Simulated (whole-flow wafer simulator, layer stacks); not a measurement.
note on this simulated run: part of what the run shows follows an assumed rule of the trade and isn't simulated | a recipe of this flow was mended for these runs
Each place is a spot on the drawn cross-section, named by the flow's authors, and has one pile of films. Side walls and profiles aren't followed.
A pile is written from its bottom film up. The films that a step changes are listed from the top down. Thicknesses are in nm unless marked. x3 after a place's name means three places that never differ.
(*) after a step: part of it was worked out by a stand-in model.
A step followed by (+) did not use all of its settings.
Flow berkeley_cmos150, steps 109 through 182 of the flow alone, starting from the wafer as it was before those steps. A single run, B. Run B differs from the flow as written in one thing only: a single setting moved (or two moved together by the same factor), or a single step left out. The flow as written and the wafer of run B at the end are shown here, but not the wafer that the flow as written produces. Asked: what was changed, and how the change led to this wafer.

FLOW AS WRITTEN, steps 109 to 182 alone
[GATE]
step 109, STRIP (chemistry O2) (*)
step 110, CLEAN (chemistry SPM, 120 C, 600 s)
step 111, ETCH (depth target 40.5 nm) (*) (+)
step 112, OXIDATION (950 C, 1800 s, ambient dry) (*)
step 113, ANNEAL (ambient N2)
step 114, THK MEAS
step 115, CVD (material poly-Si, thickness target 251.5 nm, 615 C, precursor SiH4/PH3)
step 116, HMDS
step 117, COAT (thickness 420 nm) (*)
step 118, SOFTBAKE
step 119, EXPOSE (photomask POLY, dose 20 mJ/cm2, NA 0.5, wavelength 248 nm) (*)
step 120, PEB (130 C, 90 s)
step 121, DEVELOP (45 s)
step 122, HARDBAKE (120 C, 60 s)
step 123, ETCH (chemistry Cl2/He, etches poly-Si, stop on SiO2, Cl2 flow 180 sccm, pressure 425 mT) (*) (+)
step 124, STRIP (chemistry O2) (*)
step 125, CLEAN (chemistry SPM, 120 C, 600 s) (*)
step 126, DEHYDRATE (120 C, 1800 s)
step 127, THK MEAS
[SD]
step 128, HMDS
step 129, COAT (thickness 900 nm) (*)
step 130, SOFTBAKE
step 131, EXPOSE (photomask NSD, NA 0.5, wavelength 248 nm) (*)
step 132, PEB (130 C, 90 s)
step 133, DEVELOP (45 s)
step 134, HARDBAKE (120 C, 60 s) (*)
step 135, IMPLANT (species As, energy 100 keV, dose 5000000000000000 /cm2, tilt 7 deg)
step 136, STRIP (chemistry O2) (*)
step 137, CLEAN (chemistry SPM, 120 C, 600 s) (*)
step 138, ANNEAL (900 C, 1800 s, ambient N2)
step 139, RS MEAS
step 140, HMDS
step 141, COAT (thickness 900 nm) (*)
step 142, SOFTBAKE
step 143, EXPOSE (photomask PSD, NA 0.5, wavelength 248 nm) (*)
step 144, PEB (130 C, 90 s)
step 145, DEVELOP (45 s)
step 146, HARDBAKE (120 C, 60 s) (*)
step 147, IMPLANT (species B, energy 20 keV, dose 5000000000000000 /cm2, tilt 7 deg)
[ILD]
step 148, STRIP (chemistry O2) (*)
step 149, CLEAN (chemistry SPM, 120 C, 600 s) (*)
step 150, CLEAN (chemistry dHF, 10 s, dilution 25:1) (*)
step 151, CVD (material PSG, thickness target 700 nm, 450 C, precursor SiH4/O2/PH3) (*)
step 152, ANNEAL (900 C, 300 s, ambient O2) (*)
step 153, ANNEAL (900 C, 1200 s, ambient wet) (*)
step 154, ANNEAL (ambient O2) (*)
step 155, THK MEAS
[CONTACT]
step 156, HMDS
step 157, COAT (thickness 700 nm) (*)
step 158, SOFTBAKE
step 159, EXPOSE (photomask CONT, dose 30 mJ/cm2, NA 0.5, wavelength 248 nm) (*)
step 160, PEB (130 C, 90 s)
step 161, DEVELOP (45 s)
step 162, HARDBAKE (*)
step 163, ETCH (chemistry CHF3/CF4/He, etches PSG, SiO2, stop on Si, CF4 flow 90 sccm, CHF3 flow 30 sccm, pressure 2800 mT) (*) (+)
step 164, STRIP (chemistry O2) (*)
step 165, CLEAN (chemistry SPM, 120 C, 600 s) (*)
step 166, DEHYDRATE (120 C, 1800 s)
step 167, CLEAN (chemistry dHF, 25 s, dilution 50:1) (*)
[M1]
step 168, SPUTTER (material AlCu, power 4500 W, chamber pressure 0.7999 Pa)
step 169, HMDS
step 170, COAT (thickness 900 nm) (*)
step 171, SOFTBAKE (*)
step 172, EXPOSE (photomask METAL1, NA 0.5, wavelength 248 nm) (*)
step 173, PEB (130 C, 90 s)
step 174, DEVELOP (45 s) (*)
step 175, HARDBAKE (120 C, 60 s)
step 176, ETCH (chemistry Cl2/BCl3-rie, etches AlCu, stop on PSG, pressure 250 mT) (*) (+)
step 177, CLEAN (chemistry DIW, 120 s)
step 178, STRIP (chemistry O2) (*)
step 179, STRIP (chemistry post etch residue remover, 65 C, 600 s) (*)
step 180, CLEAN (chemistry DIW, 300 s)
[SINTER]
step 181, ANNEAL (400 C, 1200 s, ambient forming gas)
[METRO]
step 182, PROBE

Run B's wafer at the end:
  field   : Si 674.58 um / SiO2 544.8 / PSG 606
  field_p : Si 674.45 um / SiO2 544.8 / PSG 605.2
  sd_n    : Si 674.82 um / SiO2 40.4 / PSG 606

The reason: step 111, ETCH: depth target 34.42 nm was run, though the flow has depth target 40.5 nm.

Step by step, how the change led to this:
  step 111, ETCH (depth target 40.5 nm) (*) (+)
      sd_n: -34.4 SiO2 (it would be, as written: -40.4 SiO2 (all of it))
      field, field_p: -34.4 SiO2 (it would be, as written: -40.5 SiO2)
  step 112, OXIDATION (950 C, 1800 s, ambient dry) (*)
      sd_n: +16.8 SiO2, -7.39 Si (it would be, as written: +20.4 SiO2 (new film), -8.98 Si)
  step 176, ETCH (chemistry Cl2/BCl3-rie, etches AlCu, stop on PSG, pressure 250 mT) (*) (+)
      gate_p: -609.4 AlCu (all of it), -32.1 PSG (it would be, as written: -616.1 AlCu (all of it), -31.2 PSG)
